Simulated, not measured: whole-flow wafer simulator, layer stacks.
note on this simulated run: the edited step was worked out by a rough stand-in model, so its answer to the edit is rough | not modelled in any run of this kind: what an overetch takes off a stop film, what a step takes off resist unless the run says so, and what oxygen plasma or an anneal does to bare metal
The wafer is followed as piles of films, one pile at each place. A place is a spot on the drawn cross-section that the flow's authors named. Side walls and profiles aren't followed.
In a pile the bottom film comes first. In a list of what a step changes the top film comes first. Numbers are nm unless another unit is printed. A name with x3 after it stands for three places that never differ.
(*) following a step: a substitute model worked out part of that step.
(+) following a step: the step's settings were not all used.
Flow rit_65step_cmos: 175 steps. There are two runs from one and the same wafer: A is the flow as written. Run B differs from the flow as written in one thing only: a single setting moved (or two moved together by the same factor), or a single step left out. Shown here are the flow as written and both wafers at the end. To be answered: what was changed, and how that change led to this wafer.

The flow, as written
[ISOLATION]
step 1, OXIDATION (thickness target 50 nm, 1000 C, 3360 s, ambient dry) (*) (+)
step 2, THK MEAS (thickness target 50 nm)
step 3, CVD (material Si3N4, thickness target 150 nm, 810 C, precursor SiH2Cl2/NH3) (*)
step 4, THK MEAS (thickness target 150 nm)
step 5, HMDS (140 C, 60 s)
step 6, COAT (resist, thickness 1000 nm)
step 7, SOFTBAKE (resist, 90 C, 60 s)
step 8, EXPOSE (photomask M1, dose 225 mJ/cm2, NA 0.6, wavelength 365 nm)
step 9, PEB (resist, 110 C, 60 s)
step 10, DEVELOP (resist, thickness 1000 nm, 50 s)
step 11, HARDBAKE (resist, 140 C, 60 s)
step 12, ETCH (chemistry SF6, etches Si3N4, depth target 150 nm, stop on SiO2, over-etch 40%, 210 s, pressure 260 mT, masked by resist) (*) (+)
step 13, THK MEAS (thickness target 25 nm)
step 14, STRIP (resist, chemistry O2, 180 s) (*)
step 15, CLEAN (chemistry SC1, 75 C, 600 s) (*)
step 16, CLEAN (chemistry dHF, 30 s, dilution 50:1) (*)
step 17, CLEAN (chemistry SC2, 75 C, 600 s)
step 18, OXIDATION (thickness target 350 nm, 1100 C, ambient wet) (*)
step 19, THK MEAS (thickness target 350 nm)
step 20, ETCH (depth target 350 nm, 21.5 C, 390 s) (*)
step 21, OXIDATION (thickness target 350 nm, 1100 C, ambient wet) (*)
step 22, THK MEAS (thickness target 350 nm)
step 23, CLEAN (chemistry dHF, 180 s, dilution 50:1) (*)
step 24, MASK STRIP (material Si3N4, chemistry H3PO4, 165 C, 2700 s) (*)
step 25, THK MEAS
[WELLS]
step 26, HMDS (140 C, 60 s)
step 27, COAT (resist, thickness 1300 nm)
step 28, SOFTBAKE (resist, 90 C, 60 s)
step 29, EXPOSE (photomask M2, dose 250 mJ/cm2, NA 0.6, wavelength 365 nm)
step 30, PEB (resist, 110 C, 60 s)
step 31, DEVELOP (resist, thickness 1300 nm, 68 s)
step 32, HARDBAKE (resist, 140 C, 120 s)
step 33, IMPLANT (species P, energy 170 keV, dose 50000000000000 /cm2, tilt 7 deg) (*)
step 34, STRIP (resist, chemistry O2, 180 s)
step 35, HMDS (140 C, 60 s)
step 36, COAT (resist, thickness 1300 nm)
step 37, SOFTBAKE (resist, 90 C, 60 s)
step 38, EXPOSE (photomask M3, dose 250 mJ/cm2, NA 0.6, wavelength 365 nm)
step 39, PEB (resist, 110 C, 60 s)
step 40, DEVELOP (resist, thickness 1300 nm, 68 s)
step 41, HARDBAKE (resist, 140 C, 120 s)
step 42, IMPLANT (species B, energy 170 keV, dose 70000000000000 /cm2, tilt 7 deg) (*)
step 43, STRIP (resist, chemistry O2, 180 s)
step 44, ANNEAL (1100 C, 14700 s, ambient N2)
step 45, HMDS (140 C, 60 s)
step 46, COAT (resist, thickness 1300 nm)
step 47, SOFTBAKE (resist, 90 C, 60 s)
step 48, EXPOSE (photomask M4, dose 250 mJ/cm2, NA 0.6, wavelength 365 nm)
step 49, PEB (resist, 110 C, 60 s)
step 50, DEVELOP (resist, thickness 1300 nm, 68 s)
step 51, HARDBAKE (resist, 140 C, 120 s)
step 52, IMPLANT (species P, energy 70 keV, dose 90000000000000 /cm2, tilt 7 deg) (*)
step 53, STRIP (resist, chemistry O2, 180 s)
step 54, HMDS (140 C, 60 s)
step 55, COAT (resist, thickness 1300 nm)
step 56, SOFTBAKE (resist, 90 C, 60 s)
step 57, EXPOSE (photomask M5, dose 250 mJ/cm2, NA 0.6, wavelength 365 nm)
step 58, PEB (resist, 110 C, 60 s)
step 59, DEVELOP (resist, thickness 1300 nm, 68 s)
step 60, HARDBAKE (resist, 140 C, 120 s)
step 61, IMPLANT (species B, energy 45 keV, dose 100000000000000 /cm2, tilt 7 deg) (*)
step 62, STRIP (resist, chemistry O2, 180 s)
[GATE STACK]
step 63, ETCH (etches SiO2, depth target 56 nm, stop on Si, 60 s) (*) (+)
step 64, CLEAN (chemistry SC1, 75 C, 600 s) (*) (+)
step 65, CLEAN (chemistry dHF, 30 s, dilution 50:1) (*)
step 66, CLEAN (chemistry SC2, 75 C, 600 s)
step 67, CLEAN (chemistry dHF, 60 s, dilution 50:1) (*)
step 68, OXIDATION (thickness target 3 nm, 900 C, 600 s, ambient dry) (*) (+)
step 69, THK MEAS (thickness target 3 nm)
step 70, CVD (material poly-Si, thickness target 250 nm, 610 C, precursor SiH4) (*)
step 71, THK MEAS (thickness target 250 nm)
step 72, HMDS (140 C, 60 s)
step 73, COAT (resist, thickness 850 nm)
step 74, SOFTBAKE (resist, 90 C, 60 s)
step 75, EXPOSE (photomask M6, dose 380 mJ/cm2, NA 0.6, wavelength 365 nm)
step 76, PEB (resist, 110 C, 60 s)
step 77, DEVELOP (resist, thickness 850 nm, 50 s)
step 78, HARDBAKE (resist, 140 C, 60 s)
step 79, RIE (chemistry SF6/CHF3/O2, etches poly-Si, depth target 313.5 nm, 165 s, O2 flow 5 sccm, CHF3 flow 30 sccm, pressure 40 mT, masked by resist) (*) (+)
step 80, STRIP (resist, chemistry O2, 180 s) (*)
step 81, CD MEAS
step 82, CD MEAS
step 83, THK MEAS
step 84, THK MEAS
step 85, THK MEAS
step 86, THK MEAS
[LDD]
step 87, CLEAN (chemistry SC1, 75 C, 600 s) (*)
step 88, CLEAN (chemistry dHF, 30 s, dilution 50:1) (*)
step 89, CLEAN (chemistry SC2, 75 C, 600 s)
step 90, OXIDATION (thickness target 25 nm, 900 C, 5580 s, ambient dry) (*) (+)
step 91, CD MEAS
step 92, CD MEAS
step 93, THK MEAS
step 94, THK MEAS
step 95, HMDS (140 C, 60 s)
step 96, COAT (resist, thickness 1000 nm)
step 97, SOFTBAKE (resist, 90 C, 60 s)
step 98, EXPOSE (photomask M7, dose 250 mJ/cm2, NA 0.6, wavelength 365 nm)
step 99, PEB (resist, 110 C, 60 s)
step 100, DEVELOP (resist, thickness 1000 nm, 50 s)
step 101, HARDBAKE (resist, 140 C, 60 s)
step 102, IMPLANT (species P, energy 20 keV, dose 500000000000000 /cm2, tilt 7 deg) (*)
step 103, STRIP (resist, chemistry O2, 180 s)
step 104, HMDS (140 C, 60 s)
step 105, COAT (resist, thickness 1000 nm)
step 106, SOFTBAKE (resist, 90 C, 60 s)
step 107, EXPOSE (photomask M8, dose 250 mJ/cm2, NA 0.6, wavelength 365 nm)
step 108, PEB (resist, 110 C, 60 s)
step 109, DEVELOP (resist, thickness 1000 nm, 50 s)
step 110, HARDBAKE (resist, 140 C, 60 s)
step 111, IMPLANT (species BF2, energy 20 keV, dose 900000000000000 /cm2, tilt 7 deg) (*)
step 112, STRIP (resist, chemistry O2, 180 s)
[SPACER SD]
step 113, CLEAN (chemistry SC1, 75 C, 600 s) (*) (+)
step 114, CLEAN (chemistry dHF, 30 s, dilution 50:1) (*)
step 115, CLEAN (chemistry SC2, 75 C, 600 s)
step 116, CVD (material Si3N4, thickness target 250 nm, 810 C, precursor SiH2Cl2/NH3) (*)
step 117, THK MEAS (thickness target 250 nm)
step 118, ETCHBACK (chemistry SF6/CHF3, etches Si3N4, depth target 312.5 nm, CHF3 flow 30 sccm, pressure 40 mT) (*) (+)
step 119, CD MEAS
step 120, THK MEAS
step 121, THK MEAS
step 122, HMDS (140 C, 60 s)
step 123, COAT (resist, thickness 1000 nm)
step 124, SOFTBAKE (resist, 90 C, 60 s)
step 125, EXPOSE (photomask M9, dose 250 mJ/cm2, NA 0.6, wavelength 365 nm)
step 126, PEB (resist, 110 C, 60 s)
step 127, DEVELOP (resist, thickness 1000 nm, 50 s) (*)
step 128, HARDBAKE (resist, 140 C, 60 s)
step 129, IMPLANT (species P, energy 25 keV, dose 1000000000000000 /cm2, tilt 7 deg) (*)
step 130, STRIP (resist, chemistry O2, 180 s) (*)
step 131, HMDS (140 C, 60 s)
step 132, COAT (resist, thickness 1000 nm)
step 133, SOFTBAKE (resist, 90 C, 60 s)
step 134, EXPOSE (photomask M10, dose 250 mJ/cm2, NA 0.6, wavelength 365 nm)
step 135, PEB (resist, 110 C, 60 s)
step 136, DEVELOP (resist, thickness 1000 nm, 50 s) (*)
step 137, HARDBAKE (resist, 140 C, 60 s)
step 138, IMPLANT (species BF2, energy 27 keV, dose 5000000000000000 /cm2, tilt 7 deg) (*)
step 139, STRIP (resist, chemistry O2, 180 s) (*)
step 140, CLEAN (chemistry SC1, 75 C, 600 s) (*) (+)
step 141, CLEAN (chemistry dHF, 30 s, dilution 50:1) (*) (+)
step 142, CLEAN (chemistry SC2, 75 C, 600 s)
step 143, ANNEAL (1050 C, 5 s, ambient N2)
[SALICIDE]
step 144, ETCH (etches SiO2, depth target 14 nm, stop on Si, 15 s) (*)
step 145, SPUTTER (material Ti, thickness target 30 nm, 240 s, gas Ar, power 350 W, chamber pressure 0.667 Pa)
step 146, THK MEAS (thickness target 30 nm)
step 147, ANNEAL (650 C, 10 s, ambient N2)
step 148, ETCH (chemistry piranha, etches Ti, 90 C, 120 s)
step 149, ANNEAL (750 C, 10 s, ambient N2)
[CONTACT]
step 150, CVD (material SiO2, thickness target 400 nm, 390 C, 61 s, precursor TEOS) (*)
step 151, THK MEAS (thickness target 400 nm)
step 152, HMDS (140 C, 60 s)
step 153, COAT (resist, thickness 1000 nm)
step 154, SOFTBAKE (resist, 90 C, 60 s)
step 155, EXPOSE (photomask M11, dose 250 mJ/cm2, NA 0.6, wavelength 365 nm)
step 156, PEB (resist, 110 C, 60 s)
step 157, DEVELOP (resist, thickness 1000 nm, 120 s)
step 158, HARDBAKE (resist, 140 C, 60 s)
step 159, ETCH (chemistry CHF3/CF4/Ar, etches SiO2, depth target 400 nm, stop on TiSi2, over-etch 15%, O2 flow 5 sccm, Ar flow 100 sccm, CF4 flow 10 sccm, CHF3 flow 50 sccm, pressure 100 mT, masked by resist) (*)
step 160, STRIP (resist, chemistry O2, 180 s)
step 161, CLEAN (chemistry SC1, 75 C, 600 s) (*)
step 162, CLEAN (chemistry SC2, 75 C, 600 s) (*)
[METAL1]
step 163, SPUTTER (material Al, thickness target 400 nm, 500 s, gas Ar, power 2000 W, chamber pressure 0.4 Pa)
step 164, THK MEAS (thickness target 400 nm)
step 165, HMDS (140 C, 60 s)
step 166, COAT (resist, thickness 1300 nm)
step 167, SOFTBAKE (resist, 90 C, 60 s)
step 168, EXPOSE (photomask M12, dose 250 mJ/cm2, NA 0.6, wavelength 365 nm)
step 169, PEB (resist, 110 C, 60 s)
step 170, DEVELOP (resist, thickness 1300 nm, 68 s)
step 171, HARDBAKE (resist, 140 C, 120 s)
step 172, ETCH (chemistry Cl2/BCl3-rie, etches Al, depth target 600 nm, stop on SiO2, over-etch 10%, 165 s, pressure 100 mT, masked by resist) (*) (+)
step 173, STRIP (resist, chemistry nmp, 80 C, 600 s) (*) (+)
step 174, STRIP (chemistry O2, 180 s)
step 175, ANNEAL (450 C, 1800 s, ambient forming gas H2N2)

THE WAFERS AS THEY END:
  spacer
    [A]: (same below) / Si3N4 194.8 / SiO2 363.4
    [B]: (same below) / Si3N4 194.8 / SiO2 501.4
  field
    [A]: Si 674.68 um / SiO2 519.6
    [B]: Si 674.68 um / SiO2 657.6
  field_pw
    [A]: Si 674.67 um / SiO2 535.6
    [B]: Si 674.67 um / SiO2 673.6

Cause: step 150, CVD: thickness target 538 nm was run, while the flow as written has thickness target 400 nm; step 150, CVD: 82 s was run, where the flow has 61 s.

Step by step, how the change led to this:
  step 150, CVD (material SiO2, thickness target 400 nm, 390 C, 61 s, precursor TEOS) (*)
      field, field_pw, field_nw, field_p: A SiO2 gains 400 | B SiO2 gains 538
      spacer, spacer_p: A SiO2 gains 400 (new film) | B SiO2 gains 538 (new film)
      (also at 2 further places)
